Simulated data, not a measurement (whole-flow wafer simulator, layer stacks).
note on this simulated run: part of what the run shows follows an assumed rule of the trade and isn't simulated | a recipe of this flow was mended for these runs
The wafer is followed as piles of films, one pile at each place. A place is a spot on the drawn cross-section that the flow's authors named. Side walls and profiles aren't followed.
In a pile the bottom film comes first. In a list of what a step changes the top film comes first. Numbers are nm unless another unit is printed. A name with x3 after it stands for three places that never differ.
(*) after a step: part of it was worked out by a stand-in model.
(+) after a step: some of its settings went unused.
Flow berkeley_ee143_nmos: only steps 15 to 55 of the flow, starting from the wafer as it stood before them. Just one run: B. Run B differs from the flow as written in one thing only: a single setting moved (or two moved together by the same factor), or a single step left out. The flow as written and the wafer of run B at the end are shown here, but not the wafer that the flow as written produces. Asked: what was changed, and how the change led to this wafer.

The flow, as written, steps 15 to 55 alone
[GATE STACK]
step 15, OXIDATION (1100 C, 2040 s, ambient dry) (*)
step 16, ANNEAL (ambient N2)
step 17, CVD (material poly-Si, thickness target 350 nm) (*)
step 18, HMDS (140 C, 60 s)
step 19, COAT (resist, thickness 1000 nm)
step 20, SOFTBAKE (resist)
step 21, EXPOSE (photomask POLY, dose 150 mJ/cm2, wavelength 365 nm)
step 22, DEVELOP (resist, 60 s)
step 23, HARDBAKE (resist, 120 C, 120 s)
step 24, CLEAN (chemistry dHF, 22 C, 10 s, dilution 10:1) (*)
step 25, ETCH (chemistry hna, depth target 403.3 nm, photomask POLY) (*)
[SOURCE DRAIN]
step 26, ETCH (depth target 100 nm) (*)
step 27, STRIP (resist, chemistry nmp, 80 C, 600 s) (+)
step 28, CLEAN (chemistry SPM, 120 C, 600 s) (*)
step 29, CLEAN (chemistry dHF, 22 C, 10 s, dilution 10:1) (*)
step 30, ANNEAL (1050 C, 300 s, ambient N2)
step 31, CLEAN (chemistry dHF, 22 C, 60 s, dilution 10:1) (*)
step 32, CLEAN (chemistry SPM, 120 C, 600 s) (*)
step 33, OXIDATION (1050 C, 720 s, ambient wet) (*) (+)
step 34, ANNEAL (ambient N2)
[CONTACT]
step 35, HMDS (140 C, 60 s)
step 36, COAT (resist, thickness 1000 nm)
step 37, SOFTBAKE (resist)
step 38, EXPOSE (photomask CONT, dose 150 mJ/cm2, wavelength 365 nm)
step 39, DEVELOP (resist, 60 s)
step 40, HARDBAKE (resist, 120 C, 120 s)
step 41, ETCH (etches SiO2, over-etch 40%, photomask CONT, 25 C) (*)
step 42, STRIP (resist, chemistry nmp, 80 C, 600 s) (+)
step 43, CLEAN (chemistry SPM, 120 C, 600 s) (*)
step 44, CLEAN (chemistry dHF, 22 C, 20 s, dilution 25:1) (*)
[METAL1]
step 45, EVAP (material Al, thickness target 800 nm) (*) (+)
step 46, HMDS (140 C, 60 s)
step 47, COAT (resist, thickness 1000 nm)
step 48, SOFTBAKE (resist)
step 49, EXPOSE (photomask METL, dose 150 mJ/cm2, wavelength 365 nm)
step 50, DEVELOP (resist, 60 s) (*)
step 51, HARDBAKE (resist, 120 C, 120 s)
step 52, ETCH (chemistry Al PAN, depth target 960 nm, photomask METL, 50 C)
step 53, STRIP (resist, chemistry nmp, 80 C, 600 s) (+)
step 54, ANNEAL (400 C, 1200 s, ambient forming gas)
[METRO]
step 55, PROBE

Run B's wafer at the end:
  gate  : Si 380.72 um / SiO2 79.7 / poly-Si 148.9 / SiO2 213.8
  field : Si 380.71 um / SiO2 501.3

Cause: step 17, CVD: thickness target 245 nm was run, though the flow has thickness target 350 nm.

The path from the change to this, step by step:
  step 17, CVD (material poly-Si, thickness target 350 nm) (*)
      gate, sd, contact, field: +245 poly-Si (new film) (it would be, as written: +350 poly-Si (new film))
  step 19, COAT (resist, thickness 1000 nm)
      field: +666 resist (new film) (it would be, as written: +689.8 resist (new film))
  step 22, DEVELOP (resist, 60 s)
      field: -666 resist (all of it) (it would be, as written: -689.8 resist (all of it))
  step 25, ETCH (chemistry hna, depth target 403.3 nm, photomask POLY) (*)
      sd, contact, field: -245 poly-Si (all of it), -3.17 SiO2 (it would be, as written: -350 poly-Si (all of it), -1.07 SiO2)
  step 26, ETCH (depth target 100 nm) (*)
      sd, contact: -76.5 SiO2 (all of it) (it would be, as written: -78.6 SiO2 (all of it))
  step 36, COAT (resist, thickness 1000 nm)
      gate: +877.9 resist (new film) (it would be, as written: +822.5 resist (new film))
      sd: +1132.9 resist (new film) (it would be, as written: +1160.4 resist (new film))
      (also at 1 further place)
  step 40, HARDBAKE (resist, 120 C, 120 s)
      gate: -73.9 resist (it would be, as written: -69 resist)
      sd: -96.8 resist (it would be, as written: -99.3 resist)
      (also at 1 further place)
  step 42, STRIP (resist, chemistry nmp, 80 C, 600 s) (+)
      gate: -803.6 resist (all of it) (it would be, as written: -753.2 resist (all of it))
      sd: -1035.7 resist (all of it) (it would be, as written: -1060.7 resist (all of it))
      (also at 1 further place)
  step 47, COAT (resist, thickness 1000 nm)
      gate: +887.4 resist (new film) (it would be, as written: +834.7 resist (new film))
      sd: +1131.2 resist (new film) (it would be, as written: +1161.3 resist (new film))
      (also at 1 further place)
  step 50, DEVELOP (resist, 60 s) (*)
      gate: -887.4 resist (all of it), -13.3 Al (it would be, as written: -834.7 resist (all of it), -13.3 Al)
      sd: -1131.2 resist (all of it), -13.3 Al (it would be, as written: -1161.3 resist (all of it), -13.3 Al)
      (also at 1 further place)
